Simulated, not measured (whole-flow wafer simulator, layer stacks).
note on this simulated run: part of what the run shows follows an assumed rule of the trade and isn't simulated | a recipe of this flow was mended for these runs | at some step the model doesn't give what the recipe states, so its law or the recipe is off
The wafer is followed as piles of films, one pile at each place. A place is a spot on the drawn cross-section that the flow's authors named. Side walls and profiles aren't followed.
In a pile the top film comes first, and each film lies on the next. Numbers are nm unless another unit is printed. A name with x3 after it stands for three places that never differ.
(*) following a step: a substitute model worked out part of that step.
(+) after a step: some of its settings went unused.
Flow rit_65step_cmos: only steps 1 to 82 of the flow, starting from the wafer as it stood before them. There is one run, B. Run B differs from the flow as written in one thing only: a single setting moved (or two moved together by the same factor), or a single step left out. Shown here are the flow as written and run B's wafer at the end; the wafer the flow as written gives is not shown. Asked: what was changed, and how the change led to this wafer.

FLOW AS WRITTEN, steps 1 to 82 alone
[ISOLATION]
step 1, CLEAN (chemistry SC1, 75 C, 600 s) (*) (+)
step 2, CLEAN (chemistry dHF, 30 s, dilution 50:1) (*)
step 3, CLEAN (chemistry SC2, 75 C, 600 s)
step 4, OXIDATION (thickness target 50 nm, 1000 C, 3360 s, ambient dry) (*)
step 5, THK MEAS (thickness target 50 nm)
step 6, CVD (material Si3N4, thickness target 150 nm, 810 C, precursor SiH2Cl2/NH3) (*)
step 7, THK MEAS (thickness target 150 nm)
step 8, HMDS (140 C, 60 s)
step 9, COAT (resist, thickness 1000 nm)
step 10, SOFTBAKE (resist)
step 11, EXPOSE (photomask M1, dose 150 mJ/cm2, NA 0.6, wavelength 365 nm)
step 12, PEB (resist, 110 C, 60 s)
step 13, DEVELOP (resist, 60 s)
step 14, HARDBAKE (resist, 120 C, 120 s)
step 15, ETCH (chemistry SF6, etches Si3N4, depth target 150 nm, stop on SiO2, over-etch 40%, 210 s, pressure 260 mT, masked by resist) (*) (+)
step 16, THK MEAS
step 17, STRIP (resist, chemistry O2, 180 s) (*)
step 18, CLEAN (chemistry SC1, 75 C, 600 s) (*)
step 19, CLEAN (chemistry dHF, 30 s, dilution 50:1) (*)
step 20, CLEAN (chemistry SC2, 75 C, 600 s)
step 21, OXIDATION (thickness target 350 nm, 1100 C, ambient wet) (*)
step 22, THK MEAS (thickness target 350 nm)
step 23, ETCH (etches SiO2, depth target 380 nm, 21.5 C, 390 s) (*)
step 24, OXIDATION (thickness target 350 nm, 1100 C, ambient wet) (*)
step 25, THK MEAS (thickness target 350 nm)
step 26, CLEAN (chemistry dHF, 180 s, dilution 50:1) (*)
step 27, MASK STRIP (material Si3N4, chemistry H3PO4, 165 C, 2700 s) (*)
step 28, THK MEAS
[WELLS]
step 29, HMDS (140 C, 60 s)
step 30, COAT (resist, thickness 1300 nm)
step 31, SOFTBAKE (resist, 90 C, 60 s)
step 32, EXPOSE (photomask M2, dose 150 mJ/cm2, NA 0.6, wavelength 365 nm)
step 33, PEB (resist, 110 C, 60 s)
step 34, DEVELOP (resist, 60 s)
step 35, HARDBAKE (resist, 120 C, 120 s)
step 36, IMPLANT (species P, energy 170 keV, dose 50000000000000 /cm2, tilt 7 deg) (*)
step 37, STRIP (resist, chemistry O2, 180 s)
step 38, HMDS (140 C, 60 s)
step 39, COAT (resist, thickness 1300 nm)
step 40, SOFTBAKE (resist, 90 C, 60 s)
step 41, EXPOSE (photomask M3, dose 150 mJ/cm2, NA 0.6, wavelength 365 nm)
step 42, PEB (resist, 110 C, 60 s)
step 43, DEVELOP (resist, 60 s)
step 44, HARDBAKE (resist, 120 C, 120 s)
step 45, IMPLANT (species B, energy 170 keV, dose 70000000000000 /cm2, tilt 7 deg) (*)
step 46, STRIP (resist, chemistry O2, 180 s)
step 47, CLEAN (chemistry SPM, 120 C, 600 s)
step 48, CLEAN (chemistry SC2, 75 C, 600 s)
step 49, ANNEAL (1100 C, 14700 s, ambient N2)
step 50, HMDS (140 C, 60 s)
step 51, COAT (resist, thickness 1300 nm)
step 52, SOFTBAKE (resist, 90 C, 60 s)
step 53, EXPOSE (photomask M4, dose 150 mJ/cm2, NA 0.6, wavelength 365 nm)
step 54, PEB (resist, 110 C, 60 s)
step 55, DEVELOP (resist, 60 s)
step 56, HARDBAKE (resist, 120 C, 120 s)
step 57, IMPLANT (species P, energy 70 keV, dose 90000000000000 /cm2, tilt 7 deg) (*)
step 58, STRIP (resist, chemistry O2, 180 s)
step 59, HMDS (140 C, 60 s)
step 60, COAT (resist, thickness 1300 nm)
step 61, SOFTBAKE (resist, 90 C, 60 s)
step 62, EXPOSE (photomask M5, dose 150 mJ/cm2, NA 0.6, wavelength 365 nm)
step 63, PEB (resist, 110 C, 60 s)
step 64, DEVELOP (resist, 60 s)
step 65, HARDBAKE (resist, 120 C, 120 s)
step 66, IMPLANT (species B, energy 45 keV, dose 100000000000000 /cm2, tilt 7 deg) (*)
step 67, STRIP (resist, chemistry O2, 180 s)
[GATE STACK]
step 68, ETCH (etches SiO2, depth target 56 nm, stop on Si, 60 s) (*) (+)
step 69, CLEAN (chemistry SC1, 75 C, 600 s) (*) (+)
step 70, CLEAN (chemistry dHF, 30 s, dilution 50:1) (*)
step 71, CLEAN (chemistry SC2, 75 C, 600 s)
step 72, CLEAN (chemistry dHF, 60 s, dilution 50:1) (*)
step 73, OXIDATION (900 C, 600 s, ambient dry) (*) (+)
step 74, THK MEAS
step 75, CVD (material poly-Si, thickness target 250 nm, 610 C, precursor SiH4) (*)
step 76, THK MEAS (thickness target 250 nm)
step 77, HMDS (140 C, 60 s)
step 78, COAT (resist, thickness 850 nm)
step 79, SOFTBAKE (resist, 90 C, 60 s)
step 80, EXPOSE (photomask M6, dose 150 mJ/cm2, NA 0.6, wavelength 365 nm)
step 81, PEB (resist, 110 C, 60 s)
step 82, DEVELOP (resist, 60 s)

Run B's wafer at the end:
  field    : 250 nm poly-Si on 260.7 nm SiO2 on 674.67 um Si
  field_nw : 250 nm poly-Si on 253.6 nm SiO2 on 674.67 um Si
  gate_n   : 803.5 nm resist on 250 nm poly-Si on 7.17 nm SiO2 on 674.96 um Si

Cause: step 26, CLEAN: 115 s was run, though the flow has 180 s.

How this came from the change, step by step:
  step 26, CLEAN (chemistry dHF, 180 s, dilution 50:1) (*)
      active_n, active_p, gate_n and 7 more: -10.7 SiO2 (it would be, as written: -12 SiO2 (all of it), -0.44 Si3N4)
      field, field_pw, field_nw, field_p: -10.7 SiO2 (it would be, as written: -16.7 SiO2)
  step 27, MASK STRIP (material Si3N4, chemistry H3PO4, 165 C, 2700 s) (*)
      active_n, active_p, gate_n and 7 more: -1.31 SiO2 (all of it), -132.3 Si3N4 (all of it), -5.62 SiO2 (it would be, as written: -131.8 Si3N4 (all of it), -5.64 SiO2)
